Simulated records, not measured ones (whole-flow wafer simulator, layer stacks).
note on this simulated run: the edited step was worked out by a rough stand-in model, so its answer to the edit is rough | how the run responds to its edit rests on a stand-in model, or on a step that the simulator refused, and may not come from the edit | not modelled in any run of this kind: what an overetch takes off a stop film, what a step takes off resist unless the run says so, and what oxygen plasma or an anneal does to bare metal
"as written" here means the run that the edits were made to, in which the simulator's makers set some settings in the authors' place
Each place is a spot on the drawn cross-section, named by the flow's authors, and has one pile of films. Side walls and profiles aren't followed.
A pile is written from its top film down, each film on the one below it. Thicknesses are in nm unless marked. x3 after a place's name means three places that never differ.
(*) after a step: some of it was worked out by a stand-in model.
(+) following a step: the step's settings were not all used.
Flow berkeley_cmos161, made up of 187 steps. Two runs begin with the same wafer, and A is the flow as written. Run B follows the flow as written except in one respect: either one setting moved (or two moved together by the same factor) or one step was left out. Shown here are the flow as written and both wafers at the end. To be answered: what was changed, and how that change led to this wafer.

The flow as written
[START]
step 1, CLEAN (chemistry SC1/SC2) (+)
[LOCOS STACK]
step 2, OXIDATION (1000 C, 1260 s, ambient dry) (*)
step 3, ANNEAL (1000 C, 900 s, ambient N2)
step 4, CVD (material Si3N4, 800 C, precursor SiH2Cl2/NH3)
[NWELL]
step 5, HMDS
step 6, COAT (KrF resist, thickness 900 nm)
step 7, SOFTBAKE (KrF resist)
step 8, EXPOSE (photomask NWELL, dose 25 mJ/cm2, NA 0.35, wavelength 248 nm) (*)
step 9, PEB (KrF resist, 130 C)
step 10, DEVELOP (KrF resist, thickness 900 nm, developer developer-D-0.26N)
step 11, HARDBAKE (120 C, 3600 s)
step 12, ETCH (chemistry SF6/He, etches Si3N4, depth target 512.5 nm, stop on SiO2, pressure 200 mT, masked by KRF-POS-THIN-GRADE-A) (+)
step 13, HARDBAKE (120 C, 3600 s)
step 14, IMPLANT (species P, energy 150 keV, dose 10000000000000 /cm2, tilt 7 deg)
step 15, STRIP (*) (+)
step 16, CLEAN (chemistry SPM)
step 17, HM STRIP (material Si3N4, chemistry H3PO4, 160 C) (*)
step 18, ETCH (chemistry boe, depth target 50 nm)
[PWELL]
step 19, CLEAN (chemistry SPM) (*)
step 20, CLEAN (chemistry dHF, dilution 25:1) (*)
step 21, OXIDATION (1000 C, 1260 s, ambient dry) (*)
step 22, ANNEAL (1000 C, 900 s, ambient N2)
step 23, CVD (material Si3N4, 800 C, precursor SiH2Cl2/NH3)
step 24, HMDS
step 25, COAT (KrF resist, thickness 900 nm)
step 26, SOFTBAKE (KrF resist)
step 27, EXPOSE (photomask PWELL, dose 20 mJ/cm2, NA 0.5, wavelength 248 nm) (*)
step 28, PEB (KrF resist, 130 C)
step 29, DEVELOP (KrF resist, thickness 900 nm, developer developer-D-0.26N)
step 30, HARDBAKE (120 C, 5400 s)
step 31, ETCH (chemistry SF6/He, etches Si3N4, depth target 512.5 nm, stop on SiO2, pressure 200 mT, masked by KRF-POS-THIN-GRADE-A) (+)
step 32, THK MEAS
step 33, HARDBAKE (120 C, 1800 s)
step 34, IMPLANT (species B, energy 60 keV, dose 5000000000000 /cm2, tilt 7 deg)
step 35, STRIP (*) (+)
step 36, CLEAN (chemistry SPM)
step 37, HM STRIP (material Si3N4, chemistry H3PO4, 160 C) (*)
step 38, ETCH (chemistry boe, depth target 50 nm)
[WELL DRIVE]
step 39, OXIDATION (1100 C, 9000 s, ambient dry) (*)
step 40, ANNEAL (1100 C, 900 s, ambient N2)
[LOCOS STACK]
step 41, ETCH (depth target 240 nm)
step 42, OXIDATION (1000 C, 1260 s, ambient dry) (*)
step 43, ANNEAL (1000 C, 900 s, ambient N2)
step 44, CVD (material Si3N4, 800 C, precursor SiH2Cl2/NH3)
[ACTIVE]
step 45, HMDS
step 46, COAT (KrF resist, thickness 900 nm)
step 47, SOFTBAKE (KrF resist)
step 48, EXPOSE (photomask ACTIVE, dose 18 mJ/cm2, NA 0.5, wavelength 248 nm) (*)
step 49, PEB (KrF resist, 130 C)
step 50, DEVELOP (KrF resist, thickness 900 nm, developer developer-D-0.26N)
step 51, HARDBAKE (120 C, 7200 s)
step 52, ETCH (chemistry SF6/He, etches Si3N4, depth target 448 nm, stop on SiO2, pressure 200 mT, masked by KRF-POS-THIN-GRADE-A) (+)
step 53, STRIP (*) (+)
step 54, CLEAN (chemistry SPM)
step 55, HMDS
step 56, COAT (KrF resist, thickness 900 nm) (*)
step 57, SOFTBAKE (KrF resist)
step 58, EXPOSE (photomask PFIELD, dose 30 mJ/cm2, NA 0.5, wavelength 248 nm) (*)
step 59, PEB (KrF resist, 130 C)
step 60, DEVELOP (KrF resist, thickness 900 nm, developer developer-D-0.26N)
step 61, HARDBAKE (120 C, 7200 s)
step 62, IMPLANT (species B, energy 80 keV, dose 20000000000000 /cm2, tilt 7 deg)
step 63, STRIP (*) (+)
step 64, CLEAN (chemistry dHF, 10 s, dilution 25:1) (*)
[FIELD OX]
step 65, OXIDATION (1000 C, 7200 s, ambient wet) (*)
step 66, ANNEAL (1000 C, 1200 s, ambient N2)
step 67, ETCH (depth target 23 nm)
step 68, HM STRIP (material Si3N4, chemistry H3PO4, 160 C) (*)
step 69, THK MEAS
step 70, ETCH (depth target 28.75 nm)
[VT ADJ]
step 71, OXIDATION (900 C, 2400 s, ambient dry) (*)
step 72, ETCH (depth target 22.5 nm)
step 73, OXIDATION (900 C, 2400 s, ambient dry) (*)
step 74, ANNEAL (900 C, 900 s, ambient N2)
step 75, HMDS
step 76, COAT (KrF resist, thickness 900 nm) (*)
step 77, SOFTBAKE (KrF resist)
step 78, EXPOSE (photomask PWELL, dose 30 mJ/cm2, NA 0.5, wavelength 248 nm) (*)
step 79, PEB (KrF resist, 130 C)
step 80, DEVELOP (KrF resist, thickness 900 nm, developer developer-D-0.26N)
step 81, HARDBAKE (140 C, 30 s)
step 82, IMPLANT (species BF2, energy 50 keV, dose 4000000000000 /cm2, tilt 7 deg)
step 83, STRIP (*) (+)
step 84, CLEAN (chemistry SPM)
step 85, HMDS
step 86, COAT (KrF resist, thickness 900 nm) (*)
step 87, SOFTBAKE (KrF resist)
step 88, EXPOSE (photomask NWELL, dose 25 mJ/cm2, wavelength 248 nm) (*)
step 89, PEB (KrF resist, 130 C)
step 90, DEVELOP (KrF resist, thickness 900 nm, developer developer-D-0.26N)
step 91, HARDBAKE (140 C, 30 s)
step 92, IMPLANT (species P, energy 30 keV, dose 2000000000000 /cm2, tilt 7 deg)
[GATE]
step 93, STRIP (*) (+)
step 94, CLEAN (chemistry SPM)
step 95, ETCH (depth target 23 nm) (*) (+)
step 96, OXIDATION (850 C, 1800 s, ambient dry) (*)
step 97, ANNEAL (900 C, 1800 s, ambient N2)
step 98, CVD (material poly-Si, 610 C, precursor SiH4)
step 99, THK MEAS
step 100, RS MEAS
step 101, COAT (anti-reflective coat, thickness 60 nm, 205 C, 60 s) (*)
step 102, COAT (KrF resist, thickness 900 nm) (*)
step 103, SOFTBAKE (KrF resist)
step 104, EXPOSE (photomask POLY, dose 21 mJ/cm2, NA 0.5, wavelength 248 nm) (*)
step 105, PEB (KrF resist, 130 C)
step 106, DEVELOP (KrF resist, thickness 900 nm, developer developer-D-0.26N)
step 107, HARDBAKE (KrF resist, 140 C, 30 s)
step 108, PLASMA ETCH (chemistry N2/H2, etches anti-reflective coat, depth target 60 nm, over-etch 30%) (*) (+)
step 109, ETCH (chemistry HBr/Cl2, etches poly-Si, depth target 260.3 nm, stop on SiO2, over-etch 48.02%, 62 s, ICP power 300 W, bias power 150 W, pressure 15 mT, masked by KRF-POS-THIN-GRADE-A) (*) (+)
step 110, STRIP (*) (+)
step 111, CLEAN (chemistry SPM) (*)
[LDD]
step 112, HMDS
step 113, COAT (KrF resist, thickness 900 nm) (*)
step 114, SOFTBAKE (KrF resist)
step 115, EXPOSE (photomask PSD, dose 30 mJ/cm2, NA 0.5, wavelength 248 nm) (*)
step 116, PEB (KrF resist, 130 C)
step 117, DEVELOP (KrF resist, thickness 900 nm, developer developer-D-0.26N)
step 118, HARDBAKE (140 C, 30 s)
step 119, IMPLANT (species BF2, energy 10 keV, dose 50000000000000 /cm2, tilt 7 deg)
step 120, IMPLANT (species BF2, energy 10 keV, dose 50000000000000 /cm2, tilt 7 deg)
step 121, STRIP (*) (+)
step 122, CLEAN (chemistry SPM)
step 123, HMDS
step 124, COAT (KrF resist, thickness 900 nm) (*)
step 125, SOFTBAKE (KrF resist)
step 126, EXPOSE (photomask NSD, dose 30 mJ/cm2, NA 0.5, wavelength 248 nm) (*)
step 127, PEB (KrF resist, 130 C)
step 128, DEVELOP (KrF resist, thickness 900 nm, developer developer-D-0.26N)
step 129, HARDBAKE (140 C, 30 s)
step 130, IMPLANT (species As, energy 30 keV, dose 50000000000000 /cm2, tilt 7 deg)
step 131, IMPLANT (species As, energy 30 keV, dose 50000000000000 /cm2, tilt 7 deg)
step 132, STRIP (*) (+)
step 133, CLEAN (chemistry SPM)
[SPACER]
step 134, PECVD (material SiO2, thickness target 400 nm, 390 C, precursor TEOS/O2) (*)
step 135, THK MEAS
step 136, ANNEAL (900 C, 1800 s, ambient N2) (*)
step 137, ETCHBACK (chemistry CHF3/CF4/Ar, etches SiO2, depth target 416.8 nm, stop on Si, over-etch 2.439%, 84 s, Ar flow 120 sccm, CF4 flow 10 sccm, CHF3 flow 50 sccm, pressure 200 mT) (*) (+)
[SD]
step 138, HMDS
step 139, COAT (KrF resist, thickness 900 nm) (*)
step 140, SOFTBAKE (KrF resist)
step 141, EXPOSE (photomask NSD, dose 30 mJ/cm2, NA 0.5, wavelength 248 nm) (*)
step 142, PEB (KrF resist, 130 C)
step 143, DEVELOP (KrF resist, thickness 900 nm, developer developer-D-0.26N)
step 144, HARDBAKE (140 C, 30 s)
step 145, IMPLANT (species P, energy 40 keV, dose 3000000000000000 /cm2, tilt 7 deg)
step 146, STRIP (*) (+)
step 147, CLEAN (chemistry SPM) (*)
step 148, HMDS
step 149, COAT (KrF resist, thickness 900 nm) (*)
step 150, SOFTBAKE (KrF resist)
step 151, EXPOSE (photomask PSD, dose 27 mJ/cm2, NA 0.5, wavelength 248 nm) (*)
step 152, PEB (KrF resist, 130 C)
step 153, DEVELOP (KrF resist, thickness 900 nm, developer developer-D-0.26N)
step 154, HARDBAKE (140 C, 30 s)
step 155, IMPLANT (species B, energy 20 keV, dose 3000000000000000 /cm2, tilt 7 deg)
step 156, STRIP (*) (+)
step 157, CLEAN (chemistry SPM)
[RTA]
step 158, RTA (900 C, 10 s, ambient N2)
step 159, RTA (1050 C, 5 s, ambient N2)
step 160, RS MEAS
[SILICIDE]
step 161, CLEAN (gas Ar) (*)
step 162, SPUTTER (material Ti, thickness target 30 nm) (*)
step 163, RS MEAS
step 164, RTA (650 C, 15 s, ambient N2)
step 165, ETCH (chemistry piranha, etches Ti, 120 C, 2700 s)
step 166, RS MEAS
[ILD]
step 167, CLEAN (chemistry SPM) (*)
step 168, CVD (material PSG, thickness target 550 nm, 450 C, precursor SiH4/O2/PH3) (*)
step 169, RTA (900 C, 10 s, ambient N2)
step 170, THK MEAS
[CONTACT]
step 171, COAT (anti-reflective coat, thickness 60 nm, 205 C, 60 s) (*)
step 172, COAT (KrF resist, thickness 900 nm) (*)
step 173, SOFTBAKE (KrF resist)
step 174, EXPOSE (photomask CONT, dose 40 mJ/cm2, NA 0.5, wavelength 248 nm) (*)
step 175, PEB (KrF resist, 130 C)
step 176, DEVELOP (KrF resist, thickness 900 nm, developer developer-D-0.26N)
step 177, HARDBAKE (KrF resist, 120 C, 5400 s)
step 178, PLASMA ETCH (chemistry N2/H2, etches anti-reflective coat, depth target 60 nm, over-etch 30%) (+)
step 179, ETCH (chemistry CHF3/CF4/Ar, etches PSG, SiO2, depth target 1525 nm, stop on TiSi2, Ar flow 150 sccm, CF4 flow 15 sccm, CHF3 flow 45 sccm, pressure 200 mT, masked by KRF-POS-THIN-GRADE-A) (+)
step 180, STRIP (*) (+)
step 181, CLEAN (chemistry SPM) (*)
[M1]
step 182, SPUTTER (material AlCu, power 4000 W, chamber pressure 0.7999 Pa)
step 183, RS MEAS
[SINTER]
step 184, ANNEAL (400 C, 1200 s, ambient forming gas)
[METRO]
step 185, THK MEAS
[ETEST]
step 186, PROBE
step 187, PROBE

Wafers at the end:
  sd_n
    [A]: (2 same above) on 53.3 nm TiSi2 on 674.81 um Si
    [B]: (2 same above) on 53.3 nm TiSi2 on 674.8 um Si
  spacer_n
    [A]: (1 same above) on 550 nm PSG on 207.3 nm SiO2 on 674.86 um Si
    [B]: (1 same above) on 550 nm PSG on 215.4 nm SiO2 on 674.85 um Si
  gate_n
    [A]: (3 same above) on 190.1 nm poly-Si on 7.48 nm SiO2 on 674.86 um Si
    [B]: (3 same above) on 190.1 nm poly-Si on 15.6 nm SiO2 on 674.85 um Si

What caused this: step 73, OXIDATION: 990 C was run, whereas the flow has 900 C.

How this came from the change, step by step:
  step 73, OXIDATION (900 C, 2400 s, ambient dry) (*)
      sd_n, spacer_n, gate_n, sd_p, spacer_p, gate_p, contact, m1: A +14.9 SiO2 (new film), -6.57 Si | B +34.4 SiO2 (new film), -15.1 Si
      field: A +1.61 SiO2, -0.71 Si | B +5.17 SiO2, -2.28 Si
  step 95, ETCH (depth target 23 nm) (*) (+)
      sd_n, spacer_n, gate_n, sd_p, spacer_p, gate_p, contact, m1: A -14.9 SiO2 (all of it) | B -23 SiO2
  step 96, OXIDATION (850 C, 1800 s, ambient dry) (*)
      sd_n, spacer_n, gate_n, sd_p, spacer_p, gate_p, contact, m1: A +7.48 SiO2 (new film), -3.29 Si | B +4.17 SiO2, -1.84 Si
  step 137, ETCHBACK (chemistry CHF3/CF4/Ar, etches SiO2, depth target 416.8 nm, stop on Si, over-etch 2.439%, 84 s, Ar flow 120 sccm, CF4 flow 10 sccm, CHF3 flow 50 sccm, pressure 200 mT) (*) (+)
      sd_n: A -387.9 SiO2 (all of it) | B -396 SiO2 (all of it)
      sd_p: A -373.4 SiO2 (all of it) | B -381.5 SiO2 (all of it)
      (and at 2 other places as well)
  step 171, COAT (anti-reflective coat, thickness 60 nm, 205 C, 60 s) (*)
      sd_n: A +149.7 anti-reflective coat (new film) | B +157.2 anti-reflective coat (new film)
      m1: A +97.8 anti-reflective coat (new film) | B +99.8 anti-reflective coat (new film)
  step 180, STRIP (*) (+)
      sd_n: A -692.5 KrF resist (all of it), -149.7 anti-reflective coat (all of it) | B -690.9 KrF resist (all of it), -157.2 anti-reflective coat (all of it)
      m1: A -739.9 KrF resist (all of it), -97.8 anti-reflective coat (all of it) | B -743.4 KrF resist (all of it), -99.8 anti-reflective coat (all of it)
